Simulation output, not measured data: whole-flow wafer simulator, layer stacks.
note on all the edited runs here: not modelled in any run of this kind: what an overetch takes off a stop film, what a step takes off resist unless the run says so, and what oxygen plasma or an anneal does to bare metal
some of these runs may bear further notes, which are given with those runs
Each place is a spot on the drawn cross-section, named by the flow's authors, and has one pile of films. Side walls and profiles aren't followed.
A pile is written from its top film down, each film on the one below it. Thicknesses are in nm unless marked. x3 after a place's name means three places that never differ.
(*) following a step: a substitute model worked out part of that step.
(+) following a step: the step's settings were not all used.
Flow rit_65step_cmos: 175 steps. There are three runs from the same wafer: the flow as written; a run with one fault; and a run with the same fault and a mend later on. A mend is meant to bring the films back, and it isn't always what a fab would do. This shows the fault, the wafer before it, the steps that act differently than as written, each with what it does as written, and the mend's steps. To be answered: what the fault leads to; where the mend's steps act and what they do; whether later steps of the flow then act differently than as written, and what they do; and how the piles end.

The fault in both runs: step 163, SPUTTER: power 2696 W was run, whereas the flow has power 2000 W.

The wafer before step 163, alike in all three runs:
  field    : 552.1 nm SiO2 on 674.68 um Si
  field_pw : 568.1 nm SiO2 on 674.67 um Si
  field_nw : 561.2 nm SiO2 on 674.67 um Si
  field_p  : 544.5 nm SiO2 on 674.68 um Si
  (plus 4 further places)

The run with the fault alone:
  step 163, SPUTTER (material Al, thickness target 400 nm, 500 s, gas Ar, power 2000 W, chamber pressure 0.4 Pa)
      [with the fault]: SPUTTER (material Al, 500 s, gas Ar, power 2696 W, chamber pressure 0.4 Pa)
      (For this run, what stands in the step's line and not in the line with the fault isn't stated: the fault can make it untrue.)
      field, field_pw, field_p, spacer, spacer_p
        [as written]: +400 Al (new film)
        [with the fault]: +539.2 Al (new film)
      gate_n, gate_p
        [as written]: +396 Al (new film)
        [with the fault]: +516.8 Al (new film)
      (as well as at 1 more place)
  Steps later in the flow that act otherwise than as written (3 other steps are not shown; they differ only slightly, by no more than 2% or 0.5 nm, whichever is larger):
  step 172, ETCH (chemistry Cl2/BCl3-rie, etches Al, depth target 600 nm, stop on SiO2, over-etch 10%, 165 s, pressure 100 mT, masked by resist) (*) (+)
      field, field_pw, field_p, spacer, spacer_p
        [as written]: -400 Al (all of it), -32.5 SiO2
        [with the fault]: -539.2 Al (all of it), -15.1 SiO2
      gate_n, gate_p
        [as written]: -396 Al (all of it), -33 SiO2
        [with the fault]: -516.8 Al (all of it), -17.9 SiO2
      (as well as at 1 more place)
  The piles end different from the flow's at field, field_pw, field_nw, field_p, gate_n, gate_p, spacer, spacer_p by more than 2% or 0.5 nm, whichever is larger.
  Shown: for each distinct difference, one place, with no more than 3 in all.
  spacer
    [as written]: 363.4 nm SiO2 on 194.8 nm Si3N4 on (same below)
    [with the fault]: 380.8 nm SiO2 on 194.8 nm Si3N4 on (same below)
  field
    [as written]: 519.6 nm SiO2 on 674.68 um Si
    [with the fault]: 537 nm SiO2 on 674.68 um Si
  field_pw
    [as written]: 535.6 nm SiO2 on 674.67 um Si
    [with the fault]: 553 nm SiO2 on 674.67 um Si

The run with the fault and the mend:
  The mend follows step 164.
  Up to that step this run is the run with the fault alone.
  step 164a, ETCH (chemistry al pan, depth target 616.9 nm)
      field, field_pw, field_nw, field_p, spacer, spacer_p
        -539.2 Al (all of it)
      gate_n, gate_p
        -516.8 Al (all of it)
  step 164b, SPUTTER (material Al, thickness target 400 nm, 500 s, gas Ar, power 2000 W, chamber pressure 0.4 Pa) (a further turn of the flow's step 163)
      field, field_pw, field_p, spacer, spacer_p
        +400 Al (new film)
      gate_n, gate_p
        +396 Al (new film)
      field_nw
        +397.2 Al (new film)
  None of the later steps of the flow acts differently than as written at any place that is followed.
  By the end, the piles equal the flow's at every place that both follow.
